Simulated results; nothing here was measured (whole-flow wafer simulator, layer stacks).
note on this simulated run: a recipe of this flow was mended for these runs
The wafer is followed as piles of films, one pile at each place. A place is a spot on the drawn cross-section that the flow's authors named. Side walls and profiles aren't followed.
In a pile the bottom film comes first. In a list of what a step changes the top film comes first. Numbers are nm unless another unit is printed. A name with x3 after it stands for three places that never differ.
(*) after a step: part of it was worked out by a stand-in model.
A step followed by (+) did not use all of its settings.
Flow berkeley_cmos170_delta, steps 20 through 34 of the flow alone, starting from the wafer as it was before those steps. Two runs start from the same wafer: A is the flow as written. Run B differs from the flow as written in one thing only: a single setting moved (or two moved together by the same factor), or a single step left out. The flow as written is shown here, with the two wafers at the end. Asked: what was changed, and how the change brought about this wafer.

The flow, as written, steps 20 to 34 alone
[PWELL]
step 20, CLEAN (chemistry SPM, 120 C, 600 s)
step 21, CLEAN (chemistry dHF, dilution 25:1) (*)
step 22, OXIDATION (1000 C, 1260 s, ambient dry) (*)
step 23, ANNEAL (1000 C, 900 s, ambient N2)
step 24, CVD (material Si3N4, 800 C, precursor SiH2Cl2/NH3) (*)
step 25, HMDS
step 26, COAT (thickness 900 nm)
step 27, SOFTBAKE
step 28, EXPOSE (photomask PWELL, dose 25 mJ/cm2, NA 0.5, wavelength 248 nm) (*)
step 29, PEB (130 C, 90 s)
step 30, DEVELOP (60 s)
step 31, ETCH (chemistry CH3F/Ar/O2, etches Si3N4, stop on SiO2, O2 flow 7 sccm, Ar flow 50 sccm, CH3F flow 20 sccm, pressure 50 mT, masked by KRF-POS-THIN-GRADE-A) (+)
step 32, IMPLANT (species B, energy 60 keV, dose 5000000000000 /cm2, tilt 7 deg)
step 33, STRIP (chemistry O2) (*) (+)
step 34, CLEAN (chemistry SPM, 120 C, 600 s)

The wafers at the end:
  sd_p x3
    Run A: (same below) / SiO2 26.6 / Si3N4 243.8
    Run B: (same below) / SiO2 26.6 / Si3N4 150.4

Cause: step 24, CVD: 768 C was run, while the flow as written has 800 C.

How this came from the change, step by step:
  step 24, CVD (material Si3N4, 800 C, precursor SiH2Cl2/NH3) (*)
      field x6, sd_p x3: A +243.8 Si3N4 (new film) | B +150.4 Si3N4 (new film)
  step 31, ETCH (chemistry CH3F/Ar/O2, etches Si3N4, stop on SiO2, O2 flow 7 sccm, Ar flow 50 sccm, CH3F flow 20 sccm, pressure 50 mT, masked by KRF-POS-THIN-GRADE-A) (+)
      field x6: A -243.8 Si3N4 (all of it), -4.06 SiO2 | B -150.4 Si3N4 (all of it), -4.06 SiO2
      sd_p x3: A -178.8 KrF-resist | B -116.5 KrF-resist
  step 33, STRIP (chemistry O2) (*) (+)
      sd_p x3: A -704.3 KrF-resist (all of it) | B -766.5 KrF-resist (all of it)
